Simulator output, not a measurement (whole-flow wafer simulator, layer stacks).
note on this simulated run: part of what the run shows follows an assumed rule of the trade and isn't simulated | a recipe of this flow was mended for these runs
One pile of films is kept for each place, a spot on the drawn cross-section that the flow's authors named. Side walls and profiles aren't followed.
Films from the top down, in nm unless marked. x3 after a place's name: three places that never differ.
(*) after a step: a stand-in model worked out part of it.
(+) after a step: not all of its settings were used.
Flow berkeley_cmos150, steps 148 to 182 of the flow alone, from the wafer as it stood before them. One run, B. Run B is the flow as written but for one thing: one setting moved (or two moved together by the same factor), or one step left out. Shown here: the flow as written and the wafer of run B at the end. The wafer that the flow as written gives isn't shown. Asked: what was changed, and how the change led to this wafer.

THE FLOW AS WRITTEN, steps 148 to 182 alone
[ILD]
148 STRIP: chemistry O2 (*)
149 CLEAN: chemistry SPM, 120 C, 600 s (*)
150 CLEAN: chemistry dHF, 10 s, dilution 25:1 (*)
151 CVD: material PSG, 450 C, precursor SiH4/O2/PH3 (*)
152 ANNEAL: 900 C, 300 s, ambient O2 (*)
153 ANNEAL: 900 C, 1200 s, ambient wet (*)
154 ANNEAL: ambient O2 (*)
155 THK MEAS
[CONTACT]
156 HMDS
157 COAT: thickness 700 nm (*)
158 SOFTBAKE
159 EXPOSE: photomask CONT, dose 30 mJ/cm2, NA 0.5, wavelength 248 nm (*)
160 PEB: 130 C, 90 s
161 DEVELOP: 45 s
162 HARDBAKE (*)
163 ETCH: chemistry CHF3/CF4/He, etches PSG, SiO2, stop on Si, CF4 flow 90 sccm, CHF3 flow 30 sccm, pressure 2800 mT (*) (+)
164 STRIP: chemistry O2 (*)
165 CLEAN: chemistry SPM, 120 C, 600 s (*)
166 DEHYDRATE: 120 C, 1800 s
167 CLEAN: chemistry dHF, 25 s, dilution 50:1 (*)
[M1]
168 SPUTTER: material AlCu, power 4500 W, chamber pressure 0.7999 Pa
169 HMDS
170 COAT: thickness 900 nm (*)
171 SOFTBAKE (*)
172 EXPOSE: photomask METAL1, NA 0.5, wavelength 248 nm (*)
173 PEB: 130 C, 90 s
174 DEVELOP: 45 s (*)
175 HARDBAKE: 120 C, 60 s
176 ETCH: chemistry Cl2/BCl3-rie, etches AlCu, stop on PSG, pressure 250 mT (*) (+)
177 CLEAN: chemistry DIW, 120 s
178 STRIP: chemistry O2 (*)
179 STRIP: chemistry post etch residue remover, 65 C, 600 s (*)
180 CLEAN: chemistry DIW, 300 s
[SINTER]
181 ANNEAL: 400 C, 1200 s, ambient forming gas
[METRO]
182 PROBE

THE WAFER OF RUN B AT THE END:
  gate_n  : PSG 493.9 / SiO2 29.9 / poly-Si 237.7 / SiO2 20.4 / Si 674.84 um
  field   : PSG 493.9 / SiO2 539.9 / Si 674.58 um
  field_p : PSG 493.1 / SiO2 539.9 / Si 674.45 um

The cause: step 151, CVD: 423 C was run, where the flow has 450 C.

How the change led to this, step by step:
  151 CVD: material PSG, 450 C, precursor SiH4/O2/PH3 (*)
      field, field_p, sd_n, gate_n, gate_p, contact, m1: PSG +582 (new film) (as written it would be: PSG +700 (new film))
      sd_p: PSG +534.6 (new film) (as written it would be: PSG +639.5 (new film))
  153 ANNEAL: 900 C, 1200 s, ambient wet (*)
      sd_n, contact, m1: PSG -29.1, SiO2 +25, Si -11 (as written it would be: PSG -35, SiO2 +22.8, Si -10)
      field, field_p: PSG -29.1, SiO2 +17.4, Si -7.64 (as written it would be: PSG -35, SiO2 +16.3, Si -7.15)
      (and at 3 more places)
  163 ETCH: chemistry CHF3/CF4/He, etches PSG, SiO2, stop on Si, CF4 flow 90 sccm, CHF3 flow 30 sccm, pressure 2800 mT (*) (+)
      field, field_p, sd_n, gate_n, sd_p, gate_p, m1: KrF-resist -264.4 (as written it would be: KrF-resist -303.7)
      contact: PSG -552.9 (all of it), SiO2 -40.3 (all of it), Si -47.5 (as written it would be: PSG -665 (all of it), SiO2 -38.1 (all of it), Si -47.5)
  164 STRIP: chemistry O2 (*)
      field: KrF-resist -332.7 (all of it) (as written it would be: KrF-resist -294.5 (all of it))
      field_p: KrF-resist -433.5 (all of it) (as written it would be: KrF-resist -397.1 (all of it))
      (and at 5 more places)
  168 SPUTTER: material AlCu, power 4500 W, chamber pressure 0.7999 Pa
      contact: AlCu +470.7 (new film) (as written it would be: AlCu +443.6 (new film))
  170 COAT: thickness 900 nm (*)
      contact: thick-KrF-resist +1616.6 (new film) (as written it would be: thick-KrF-resist +1720.1 (new film))
  175 HARDBAKE: 120 C, 60 s
      contact: thick-KrF-resist -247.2 (as written it would be: thick-KrF-resist -263.1)
  178 STRIP: chemistry O2 (*)
      contact: thick-KrF-resist -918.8 (all of it) (as written it would be: thick-KrF-resist -1006.2 (all of it))
      m1: thick-KrF-resist -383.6 (all of it) (as written it would be: thick-KrF-resist -373.8 (all of it))
